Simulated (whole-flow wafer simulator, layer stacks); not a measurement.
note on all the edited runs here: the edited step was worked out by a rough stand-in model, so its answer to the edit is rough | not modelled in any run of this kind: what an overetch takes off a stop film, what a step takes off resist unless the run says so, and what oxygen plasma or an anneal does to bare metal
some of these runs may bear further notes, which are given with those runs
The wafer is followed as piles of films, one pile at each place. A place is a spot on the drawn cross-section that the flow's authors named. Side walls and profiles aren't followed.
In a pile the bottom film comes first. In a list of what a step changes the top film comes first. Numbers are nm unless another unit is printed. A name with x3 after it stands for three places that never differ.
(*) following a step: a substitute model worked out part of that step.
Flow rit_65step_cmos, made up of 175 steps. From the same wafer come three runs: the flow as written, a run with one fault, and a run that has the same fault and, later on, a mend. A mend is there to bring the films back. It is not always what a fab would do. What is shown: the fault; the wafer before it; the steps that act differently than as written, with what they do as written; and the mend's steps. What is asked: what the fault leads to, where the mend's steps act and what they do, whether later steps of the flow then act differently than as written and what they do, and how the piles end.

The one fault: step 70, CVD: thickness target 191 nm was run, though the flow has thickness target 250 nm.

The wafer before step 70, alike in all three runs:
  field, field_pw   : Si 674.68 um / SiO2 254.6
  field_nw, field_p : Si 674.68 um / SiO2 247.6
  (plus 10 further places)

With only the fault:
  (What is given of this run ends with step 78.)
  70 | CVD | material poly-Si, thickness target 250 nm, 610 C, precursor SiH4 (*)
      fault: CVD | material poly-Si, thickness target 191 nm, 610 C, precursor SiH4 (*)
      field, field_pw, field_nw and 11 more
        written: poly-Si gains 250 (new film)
        fault: poly-Si gains 191 (new film)
  Every later step of the flow up to step 78 that is run acts as written, at every place that is followed, to within 2% or 0.5 nm, whichever is larger.
  Once step 78 is done, the piles at field, field_pw, field_nw and 11 more depart from the flow's by more than 2% or 0.5 nm, whichever is larger.
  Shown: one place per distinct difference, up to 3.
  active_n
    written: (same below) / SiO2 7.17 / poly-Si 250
    fault: (same below) / SiO2 7.17 / poly-Si 191
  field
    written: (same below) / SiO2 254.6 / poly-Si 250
    fault: (same below) / SiO2 254.6 / poly-Si 191
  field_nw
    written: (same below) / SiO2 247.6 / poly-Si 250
    fault: (same below) / SiO2 247.6 / poly-Si 191

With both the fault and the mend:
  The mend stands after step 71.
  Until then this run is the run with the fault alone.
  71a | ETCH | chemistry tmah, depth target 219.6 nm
      field, field_pw, field_nw and 11 more
        poly-Si loses 191 (all of it)
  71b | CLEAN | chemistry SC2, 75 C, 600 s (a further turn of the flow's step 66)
      alters no film at any place that is followed
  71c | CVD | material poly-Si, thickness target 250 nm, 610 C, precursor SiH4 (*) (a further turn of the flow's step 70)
      field, field_pw, field_nw and 11 more
        poly-Si gains 250 (new film)
  Every later step of the flow that is run acts as written at every place that is followed.
  At every place that both follow, the piles at the end match the flow's.
